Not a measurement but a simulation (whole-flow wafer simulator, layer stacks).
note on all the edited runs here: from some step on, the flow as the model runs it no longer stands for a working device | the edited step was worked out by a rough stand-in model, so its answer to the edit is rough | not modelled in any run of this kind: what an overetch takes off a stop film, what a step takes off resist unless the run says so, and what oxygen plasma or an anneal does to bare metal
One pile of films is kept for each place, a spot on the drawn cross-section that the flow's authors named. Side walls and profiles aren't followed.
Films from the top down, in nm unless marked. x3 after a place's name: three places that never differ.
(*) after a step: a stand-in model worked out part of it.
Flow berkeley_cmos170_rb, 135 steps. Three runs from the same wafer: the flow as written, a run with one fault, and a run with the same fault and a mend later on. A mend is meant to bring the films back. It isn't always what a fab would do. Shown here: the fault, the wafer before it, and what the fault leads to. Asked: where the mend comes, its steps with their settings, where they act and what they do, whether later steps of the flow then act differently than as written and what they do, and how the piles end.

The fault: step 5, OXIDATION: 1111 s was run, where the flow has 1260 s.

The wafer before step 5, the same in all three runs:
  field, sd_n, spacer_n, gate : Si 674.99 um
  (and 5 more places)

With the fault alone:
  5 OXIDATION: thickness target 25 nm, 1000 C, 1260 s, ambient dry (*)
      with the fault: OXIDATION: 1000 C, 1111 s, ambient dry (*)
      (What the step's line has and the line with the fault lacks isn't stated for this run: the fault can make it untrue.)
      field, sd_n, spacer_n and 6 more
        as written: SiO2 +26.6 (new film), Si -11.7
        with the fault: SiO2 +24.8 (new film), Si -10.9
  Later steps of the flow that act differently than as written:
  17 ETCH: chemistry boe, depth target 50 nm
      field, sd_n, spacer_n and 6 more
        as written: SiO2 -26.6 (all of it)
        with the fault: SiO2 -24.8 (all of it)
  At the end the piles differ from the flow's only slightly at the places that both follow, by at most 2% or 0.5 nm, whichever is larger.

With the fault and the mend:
  The mend comes after step 6.
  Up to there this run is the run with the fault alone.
  6a OXIDATION: 1000 C, 113 s, ambient dry (*) (the flow's step 5 once more, with other settings)
      field, sd_n, spacer_n and 6 more
        SiO2 +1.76, Si -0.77
  No later step of the flow acts differently than as written at any place that is followed.
  At the end the piles are the same as the flow's at every place that both follow.
